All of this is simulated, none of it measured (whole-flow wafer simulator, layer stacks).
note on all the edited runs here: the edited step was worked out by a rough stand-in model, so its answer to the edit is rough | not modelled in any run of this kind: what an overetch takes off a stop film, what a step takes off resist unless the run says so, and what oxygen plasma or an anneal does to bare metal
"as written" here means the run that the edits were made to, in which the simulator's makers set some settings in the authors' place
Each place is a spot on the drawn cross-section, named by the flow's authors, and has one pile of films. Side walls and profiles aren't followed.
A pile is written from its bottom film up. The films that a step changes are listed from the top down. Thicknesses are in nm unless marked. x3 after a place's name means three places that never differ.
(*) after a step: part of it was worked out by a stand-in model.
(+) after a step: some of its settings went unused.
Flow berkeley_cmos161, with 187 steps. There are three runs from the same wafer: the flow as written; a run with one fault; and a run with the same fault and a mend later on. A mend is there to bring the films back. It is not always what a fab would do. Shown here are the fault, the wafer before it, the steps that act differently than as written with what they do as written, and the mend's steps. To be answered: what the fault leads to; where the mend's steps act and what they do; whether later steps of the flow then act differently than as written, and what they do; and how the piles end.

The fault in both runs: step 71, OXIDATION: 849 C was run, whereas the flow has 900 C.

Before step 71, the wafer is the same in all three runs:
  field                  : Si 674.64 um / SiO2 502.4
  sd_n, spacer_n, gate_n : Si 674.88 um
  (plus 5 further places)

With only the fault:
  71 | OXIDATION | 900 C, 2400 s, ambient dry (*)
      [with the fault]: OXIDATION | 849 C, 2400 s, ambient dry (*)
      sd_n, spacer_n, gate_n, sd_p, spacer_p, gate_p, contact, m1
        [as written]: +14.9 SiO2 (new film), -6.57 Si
        [with the fault]: +8.82 SiO2 (new film), -3.88 Si
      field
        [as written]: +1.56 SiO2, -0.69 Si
        [with the fault]: +0.6 SiO2, -0.26 Si
  Steps further on in the flow that do not act as written (not shown: 47 more steps that differ only slightly, by at most 2% or 0.5 nm, whichever is larger):
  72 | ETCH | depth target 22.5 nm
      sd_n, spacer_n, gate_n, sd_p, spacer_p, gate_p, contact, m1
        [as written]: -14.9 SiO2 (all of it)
        [with the fault]: -8.82 SiO2 (all of it)
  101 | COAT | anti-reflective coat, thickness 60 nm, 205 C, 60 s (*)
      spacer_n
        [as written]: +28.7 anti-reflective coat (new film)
        [with the fault]: +29.3 anti-reflective coat (new film)
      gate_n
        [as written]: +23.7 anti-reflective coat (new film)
        [with the fault]: +24.3 anti-reflective coat (new film)
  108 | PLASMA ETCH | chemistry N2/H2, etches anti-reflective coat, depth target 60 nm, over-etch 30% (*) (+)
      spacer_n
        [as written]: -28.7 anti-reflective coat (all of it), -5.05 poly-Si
        [with the fault]: -29.3 anti-reflective coat (all of it), -4.95 poly-Si
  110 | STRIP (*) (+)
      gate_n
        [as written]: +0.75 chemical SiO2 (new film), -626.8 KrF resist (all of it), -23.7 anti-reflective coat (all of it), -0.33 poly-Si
        [with the fault]: +0.75 chemical SiO2 (new film), -624.8 KrF resist (all of it), -24.3 anti-reflective coat (all of it), -0.33 poly-Si
  The piles end only slightly different from the flow's at the places that both follow, by no more than 2% or 0.5 nm, whichever is larger.

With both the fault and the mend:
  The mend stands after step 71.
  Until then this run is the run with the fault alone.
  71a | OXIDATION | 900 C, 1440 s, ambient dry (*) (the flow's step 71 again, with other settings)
      sd_n, spacer_n, gate_n, sd_p, spacer_p, gate_p, contact, m1
        +6.08 SiO2, -2.68 Si
      field
        +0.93 SiO2, -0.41 Si
  None of the later steps of the flow differs from how it acts as written, at any place that is followed, by more than 2% or 0.5 nm, whichever is larger.
  The piles end the same as the flow's at every place that both follow.
